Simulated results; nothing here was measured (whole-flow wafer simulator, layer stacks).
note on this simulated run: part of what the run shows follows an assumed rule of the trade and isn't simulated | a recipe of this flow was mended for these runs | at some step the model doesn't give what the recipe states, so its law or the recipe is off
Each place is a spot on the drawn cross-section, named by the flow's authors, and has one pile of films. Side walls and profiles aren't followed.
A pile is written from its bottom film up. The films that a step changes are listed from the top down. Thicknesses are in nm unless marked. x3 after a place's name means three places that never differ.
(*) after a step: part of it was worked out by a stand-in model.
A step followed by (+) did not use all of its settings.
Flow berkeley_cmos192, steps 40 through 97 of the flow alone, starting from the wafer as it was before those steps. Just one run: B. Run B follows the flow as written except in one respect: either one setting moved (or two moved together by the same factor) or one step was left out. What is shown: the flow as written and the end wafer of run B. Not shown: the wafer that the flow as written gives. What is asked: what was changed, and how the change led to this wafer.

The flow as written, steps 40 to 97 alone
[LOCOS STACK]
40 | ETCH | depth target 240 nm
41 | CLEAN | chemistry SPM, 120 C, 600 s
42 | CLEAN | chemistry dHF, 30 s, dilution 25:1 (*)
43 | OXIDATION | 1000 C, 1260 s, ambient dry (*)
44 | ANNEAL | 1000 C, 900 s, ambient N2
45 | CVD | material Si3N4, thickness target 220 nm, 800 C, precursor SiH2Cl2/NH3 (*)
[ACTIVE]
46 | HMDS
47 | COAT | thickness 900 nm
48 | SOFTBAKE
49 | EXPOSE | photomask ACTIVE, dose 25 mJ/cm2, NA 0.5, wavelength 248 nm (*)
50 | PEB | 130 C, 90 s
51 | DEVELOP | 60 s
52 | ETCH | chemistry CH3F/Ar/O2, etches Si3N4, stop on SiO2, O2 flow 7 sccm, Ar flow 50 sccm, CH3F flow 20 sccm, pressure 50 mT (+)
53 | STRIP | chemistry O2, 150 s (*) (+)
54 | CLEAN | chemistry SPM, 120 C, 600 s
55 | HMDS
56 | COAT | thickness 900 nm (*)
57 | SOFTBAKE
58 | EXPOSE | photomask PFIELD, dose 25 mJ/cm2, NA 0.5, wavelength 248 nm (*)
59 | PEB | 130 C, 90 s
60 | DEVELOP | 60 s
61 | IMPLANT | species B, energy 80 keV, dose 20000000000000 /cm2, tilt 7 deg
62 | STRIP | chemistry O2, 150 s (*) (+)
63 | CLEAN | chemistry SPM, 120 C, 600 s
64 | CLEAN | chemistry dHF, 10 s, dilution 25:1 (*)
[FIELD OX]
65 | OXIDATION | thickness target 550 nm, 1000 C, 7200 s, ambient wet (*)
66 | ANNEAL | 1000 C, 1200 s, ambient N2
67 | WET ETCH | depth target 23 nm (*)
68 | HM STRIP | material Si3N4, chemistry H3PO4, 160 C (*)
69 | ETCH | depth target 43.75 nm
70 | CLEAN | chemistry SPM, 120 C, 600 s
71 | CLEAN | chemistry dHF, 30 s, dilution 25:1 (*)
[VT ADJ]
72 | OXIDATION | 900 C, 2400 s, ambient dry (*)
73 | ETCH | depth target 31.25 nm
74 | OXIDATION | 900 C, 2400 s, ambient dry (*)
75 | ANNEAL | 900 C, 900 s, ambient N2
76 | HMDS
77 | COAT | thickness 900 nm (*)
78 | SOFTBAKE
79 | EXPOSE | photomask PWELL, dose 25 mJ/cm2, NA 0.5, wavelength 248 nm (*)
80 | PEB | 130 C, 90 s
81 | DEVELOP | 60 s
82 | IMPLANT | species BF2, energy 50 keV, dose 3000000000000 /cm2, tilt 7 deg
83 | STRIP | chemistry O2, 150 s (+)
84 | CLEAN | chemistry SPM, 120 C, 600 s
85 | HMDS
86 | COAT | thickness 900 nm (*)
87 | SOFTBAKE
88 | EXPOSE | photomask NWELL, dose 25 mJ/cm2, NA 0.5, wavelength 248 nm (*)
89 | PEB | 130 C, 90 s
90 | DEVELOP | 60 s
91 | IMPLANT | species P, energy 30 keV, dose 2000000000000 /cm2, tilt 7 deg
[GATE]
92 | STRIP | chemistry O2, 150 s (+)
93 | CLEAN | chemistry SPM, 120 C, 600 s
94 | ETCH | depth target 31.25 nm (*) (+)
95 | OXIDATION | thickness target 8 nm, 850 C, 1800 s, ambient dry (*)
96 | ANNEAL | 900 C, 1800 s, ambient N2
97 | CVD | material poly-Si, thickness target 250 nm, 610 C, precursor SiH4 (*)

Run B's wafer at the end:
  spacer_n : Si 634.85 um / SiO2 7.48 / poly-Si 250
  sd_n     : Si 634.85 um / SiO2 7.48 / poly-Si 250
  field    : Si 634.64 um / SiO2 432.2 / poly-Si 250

What caused this: step 40, ETCH: depth target 132 nm was run, while the flow as written has depth target 240 nm.

The path from the change to this, step by step:
  40 | ETCH | depth target 240 nm
      field, sd_n, spacer_n and 6 more: -132 SiO2 (it would be, as written: -197.6 SiO2 (all of it))
  41 | CLEAN | chemistry SPM, 120 C, 600 s
      field, sd_n, spacer_n and 6 more: nothing (it would be, as written: +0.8 chemical SiO2 (new film), -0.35 Si)
  42 | CLEAN | chemistry dHF, 30 s, dilution 25:1 (*)
      field, sd_n, spacer_n and 6 more: -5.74 SiO2 (it would be, as written: -0.8 chemical SiO2 (all of it))
  43 | OXIDATION | 1000 C, 1260 s, ambient dry (*)
      field, sd_n, spacer_n and 6 more: +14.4 SiO2, -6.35 Si (it would be, as written: +26.6 SiO2 (new film), -11.7 Si)
  65 | OXIDATION | thickness target 550 nm, 1000 C, 7200 s, ambient wet (*)
      spacer_n, spacer_p, gate_p, m1: +12.1 SiO2 (new film), -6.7 Si3N4, +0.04 SiO2 (it would be, as written: +12.1 SiO2 (new film), -6.7 Si3N4)
      gate: +12.1 SiO2 (new film), -6.7 Si3N4, +0.04 SiO2 (it would be, as written: +12.1 SiO2 (new film), -6.7 Si3N4, +0.05 SiO2, -0.05 Si)
      (and at 4 other places as well)
  69 | ETCH | depth target 43.75 nm
      spacer_n, gate, spacer_p, gate_p, contact, m1: -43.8 SiO2 (it would be, as written: -16.7 SiO2 (all of it))
      sd_n, sd_p: -43.8 SiO2 (it would be, as written: -16.8 SiO2 (all of it))
  70 | CLEAN | chemistry SPM, 120 C, 600 s
      sd_n, spacer_n, gate, sd_p, spacer_p, gate_p, contact, m1: nothing (it would be, as written: +0.8 chemical SiO2 (new film), -0.35 Si)
  71 | CLEAN | chemistry dHF, 30 s, dilution 25:1 (*)
      sd_n, spacer_n, gate, sd_p, spacer_p, gate_p, contact, m1: -5.74 SiO2 (it would be, as written: -0.8 chemical SiO2 (all of it))
  72 | OXIDATION | 900 C, 2400 s, ambient dry (*)
      spacer_n, gate, spacer_p, gate_p, contact, m1: +11 SiO2, -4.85 Si (it would be, as written: +14.9 SiO2 (new film), -6.57 Si)
      sd_n: +10.2 SiO2, -4.47 Si (it would be, as written: +14.9 SiO2 (new film), -6.57 Si)
      (and at 1 other place as well)
  73 | ETCH | depth target 31.25 nm
      sd_n, sd_p: -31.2 SiO2 (it would be, as written: -14.9 SiO2 (all of it))
      spacer_n, gate, spacer_p, gate_p, contact, m1: -26.1 SiO2 (all of it) (it would be, as written: -14.9 SiO2 (all of it))
  74 | OXIDATION | 900 C, 2400 s, ambient dry (*)
      sd_n: +13 SiO2, -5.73 Si (it would be, as written: +14.9 SiO2 (new film), -6.57 Si)
      sd_p: +12.9 SiO2, -5.66 Si (it would be, as written: +14.9 SiO2 (new film), -6.57 Si)
